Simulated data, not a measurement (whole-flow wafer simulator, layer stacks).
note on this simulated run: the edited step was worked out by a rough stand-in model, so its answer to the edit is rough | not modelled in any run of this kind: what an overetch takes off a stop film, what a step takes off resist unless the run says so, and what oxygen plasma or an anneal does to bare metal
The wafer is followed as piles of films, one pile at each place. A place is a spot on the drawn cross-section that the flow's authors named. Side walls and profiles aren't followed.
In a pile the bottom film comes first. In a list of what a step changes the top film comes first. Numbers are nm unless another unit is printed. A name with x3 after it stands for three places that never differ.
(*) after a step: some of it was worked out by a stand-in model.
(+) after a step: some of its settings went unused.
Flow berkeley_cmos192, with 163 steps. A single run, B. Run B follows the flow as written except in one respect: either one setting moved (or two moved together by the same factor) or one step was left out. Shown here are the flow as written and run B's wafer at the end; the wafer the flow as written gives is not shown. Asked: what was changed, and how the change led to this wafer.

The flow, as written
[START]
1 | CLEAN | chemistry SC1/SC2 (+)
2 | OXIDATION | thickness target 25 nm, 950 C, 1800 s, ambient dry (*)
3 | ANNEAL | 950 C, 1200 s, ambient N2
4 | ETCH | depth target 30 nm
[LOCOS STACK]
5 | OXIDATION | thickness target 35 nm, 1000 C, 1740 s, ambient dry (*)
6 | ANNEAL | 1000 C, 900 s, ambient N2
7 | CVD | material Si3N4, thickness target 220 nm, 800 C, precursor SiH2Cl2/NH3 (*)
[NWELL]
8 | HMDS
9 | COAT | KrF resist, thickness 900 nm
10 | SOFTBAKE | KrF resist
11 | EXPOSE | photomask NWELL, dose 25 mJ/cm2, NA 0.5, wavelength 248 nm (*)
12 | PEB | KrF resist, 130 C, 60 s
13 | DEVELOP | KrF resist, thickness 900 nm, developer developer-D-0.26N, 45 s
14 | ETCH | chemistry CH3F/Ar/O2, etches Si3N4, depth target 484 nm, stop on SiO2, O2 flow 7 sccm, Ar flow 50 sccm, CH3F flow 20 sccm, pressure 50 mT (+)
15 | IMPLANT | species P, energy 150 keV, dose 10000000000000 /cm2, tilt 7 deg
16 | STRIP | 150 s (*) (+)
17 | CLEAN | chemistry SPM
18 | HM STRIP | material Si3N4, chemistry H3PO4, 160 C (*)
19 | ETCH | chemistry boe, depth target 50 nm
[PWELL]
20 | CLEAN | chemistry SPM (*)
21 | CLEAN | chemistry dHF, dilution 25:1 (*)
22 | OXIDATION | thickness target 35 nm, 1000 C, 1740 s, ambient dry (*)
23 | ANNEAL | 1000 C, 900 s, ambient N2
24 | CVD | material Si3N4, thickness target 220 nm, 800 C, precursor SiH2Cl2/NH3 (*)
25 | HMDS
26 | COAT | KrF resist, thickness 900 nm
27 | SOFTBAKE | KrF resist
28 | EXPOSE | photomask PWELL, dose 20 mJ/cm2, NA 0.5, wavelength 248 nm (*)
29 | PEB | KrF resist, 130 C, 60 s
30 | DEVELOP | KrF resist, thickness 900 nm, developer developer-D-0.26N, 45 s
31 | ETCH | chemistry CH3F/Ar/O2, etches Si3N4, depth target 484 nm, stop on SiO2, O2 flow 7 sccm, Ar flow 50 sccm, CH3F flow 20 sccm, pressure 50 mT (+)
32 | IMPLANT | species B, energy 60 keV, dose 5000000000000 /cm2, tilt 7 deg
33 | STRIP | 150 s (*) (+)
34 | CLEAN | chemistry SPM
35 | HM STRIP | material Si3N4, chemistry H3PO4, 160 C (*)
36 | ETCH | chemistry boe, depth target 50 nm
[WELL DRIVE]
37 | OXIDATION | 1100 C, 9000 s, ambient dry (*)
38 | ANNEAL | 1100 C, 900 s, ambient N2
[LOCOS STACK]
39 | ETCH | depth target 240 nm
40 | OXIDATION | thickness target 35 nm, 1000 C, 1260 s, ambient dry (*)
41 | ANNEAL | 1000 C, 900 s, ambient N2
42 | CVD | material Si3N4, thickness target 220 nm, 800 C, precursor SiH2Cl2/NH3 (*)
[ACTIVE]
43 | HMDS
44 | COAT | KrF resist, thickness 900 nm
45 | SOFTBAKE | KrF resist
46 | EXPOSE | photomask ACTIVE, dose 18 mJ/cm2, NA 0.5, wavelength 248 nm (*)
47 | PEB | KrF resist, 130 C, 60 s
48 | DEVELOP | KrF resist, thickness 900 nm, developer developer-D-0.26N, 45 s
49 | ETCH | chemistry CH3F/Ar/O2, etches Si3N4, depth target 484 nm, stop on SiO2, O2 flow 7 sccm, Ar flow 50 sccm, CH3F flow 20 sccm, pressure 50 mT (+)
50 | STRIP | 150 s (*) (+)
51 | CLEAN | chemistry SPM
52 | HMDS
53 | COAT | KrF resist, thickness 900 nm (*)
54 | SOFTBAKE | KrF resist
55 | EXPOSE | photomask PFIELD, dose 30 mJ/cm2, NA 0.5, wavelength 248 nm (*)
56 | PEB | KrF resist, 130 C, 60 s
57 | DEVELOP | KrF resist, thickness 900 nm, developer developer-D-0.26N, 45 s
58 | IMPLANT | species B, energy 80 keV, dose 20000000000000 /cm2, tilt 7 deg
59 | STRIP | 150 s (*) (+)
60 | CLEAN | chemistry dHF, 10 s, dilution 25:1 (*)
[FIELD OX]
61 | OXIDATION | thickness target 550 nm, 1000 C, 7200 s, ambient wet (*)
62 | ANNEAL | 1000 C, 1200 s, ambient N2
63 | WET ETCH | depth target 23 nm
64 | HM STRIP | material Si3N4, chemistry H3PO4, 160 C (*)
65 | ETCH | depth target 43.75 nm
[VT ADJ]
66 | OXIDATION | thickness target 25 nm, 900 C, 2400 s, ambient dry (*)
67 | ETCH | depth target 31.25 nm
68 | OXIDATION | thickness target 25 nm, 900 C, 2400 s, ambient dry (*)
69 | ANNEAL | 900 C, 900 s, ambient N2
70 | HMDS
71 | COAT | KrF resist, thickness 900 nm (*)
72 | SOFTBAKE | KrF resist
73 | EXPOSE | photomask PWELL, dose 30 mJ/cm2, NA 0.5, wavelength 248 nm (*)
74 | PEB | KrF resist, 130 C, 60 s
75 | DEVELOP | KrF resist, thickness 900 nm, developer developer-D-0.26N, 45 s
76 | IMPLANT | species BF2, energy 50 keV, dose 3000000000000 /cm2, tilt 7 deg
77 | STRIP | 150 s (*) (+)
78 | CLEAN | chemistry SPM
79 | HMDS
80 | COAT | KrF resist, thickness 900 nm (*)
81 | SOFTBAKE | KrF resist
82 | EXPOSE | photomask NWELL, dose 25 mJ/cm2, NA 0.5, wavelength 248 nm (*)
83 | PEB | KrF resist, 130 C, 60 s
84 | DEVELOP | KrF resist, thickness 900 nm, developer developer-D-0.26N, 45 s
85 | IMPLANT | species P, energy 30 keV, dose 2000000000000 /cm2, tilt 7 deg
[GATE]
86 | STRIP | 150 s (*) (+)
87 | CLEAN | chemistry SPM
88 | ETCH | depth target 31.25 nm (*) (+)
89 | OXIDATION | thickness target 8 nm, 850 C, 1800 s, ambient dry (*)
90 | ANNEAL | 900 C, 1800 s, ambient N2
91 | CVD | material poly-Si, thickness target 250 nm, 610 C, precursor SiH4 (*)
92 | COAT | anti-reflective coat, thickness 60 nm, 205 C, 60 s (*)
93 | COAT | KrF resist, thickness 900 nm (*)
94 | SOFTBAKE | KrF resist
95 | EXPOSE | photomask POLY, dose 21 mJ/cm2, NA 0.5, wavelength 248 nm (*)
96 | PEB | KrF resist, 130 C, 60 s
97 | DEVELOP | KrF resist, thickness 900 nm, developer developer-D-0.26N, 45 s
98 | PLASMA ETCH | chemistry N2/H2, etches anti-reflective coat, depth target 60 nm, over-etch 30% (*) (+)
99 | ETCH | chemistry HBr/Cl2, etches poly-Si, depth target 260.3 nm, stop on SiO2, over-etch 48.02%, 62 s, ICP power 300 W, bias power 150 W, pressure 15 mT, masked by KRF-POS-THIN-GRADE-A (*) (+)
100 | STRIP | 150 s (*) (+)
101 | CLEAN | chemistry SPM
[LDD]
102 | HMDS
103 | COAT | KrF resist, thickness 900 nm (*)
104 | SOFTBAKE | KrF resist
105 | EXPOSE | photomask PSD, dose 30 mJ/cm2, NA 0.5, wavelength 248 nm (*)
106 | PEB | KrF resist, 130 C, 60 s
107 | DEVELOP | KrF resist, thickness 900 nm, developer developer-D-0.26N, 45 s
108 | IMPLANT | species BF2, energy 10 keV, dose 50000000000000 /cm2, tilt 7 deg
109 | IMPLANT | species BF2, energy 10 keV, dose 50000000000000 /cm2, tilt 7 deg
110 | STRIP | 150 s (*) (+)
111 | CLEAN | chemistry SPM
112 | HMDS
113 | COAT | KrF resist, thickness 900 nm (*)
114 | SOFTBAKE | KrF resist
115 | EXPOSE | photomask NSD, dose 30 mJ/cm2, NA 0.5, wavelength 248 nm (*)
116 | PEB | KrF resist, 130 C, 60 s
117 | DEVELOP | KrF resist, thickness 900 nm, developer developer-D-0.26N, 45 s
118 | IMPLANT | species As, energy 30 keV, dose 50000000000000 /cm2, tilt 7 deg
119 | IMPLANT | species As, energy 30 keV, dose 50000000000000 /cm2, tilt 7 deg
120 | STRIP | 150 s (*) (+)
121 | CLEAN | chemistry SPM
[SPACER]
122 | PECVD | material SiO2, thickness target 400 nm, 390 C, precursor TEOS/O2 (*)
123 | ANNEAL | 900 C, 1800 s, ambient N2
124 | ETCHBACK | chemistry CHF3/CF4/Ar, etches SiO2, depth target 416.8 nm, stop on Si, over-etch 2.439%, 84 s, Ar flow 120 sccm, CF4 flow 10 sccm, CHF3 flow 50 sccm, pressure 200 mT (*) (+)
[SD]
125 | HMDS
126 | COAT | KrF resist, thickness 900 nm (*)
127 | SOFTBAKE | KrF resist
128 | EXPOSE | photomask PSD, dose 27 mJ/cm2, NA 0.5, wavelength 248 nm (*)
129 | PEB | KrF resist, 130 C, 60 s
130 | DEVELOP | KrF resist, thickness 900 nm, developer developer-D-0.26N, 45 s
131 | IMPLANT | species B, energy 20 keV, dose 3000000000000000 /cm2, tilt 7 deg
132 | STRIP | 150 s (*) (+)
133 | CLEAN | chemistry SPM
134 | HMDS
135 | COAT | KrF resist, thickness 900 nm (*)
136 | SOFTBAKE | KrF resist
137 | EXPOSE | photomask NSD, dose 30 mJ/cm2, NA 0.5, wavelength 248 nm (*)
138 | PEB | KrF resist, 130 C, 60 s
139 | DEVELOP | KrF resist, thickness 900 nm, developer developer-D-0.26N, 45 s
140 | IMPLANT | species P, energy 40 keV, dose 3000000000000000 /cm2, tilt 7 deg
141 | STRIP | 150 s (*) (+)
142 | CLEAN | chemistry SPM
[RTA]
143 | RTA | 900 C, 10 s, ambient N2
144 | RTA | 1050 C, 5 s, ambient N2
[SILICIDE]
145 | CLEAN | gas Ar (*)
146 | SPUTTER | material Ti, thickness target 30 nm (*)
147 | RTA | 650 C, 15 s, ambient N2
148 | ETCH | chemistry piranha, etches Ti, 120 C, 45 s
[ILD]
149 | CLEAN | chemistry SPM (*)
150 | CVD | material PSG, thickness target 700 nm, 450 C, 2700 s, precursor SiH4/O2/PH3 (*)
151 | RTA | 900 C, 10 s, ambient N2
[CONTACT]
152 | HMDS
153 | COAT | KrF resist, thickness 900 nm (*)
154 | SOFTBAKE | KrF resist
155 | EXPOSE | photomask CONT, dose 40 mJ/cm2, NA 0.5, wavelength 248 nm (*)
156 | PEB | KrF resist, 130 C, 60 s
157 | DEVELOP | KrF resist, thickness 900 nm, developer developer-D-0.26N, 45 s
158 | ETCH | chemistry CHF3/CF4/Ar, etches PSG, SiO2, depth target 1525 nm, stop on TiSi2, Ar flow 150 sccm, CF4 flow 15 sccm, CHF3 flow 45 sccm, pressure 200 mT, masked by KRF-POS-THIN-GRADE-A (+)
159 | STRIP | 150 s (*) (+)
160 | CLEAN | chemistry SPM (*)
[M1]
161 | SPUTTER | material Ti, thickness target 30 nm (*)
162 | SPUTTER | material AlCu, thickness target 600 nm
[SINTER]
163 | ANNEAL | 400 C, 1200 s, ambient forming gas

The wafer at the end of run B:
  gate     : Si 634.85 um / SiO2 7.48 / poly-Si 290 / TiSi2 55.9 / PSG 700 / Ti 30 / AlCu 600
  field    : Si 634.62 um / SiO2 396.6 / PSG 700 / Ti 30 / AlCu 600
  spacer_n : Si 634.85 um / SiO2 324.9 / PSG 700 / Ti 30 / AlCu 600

The reason: step 91, CVD: thickness target 349 nm was run, whereas the flow has thickness target 250 nm.

How this came from the change, step by step:
  91 | CVD | material poly-Si, thickness target 250 nm, 610 C, precursor SiH4 (*)
      field, sd_n, spacer_n and 6 more: +349 poly-Si (new film) (it would be, as written: +250 poly-Si (new film))
  92 | COAT | anti-reflective coat, thickness 60 nm, 205 C, 60 s (*)
      field: +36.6 anti-reflective coat (new film) (it would be, as written: +35.3 anti-reflective coat (new film))
      sd_n: +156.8 anti-reflective coat (new film) (it would be, as written: +152.4 anti-reflective coat (new film))
      (as well as at 1 more place)
  98 | PLASMA ETCH | chemistry N2/H2, etches anti-reflective coat, depth target 60 nm, over-etch 30% (*) (+)
      field: -36.6 anti-reflective coat (all of it), -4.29 poly-Si (it would be, as written: -35.3 anti-reflective coat (all of it), -4.18 poly-Si)
      sd_n: -156.8 anti-reflective coat (all of it), -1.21 poly-Si (it would be, as written: -152.4 anti-reflective coat (all of it), -1.17 poly-Si)
      (as well as at 1 more place)
  99 | ETCH | chemistry HBr/Cl2, etches poly-Si, depth target 260.3 nm, stop on SiO2, over-etch 48.02%, 62 s, ICP power 300 W, bias power 150 W, pressure 15 mT, masked by KRF-POS-THIN-GRADE-A (*) (+)
      field, spacer_n: -344.7 poly-Si (all of it), -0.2 SiO2 (it would be, as written: -245.8 poly-Si (all of it), -1.74 SiO2)
      sd_n: -347.8 poly-Si (all of it), -0.19 SiO2 (it would be, as written: -248.8 poly-Si (all of it), -1.51 SiO2)
      (as well as at 4 more places)
  103 | COAT | KrF resist, thickness 900 nm (*)
      gate: +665 KrF resist (new film) (it would be, as written: +748 KrF resist (new film))
      gate_p: +661.1 KrF resist (new film) (it would be, as written: +744.1 KrF resist (new film))
  107 | DEVELOP | KrF resist, thickness 900 nm, developer developer-D-0.26N, 45 s
      gate_p: -660.1 KrF resist (all of it) (it would be, as written: -742.9 KrF resist (all of it))
  110 | STRIP | 150 s (*) (+)
      gate: -649.8 KrF resist (all of it), +0.2 chemical SiO2, -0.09 poly-Si (it would be, as written: -732.7 KrF resist (all of it), +0.2 chemical SiO2, -0.09 poly-Si)
  113 | COAT | KrF resist, thickness 900 nm (*)
      gate: +664.9 KrF resist (new film) (it would be, as written: +747.9 KrF resist (new film))
      gate_p: +661 KrF resist (new film) (it would be, as written: +743.9 KrF resist (new film))
  117 | DEVELOP | KrF resist, thickness 900 nm, developer developer-D-0.26N, 45 s
      gate: -663.9 KrF resist (all of it) (it would be, as written: -746.8 KrF resist (all of it))
  120 | STRIP | 150 s (*) (+)
      gate_p: -645.8 KrF resist (all of it), +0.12 chemical SiO2, -0.05 poly-Si (it would be, as written: -728.6 KrF resist (all of it), +0.12 chemical SiO2, -0.05 poly-Si)
  124 | ETCHBACK | chemistry CHF3/CF4/Ar, etches SiO2, depth target 416.8 nm, stop on Si, over-etch 2.439%, 84 s, Ar flow 120 sccm, CF4 flow 10 sccm, CHF3 flow 50 sccm, pressure 200 mT (*) (+)
      spacer_n: -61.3 SiO2 (it would be, as written: -160 SiO2)
      spacer_p: -61.3 SiO2 (it would be, as written: -159.9 SiO2)
  126 | COAT | KrF resist, thickness 900 nm (*)
      spacer_n: +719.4 KrF resist (new film) (it would be, as written: +791.6 KrF resist (new film))
      gate: +701 KrF resist (new film) (it would be, as written: +771.5 KrF resist (new film))
      (as well as at 2 more places)
  130 | DEVELOP | KrF resist, thickness 900 nm, developer developer-D-0.26N, 45 s
      spacer_p: -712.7 KrF resist (all of it) (it would be, as written: -784.6 KrF resist (all of it))
      gate_p: -694.2 KrF resist (all of it) (it would be, as written: -764.3 KrF resist (all of it))
  132 | STRIP | 150 s (*) (+)
      spacer_n: -704.1 KrF resist (all of it) (it would be, as written: -776.1 KrF resist (all of it))
      gate: +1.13 chemical SiO2 (new film), -685.8 KrF resist (all of it), -0.5 poly-Si (it would be, as written: +1.13 chemical SiO2 (new film), -756.1 KrF resist (all of it), -0.5 poly-Si)
  135 | COAT | KrF resist, thickness 900 nm (*)
      spacer_n: +719.6 KrF resist (new film) (it would be, as written: +791.1 KrF resist (new film))
      gate: +700.6 KrF resist (new film) (it would be, as written: +770.3 KrF resist (new film))
      (as well as at 2 more places)
  139 | DEVELOP | KrF resist, thickness 900 nm, developer developer-D-0.26N, 45 s
      spacer_n: -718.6 KrF resist (all of it) (it would be, as written: -789.9 KrF resist (all of it))
      gate: -699.6 KrF resist (all of it) (it would be, as written: -769.1 KrF resist (all of it))
  ... another 2 steps ...
  159 | STRIP | 150 s (*) (+)
      spacer_n: -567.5 KrF resist (all of it) (it would be, as written: -620.3 KrF resist (all of it))
      gate: -553.9 KrF resist (all of it) (it would be, as written: -600.1 KrF resist (all of it))
      (as well as at 3 more places)
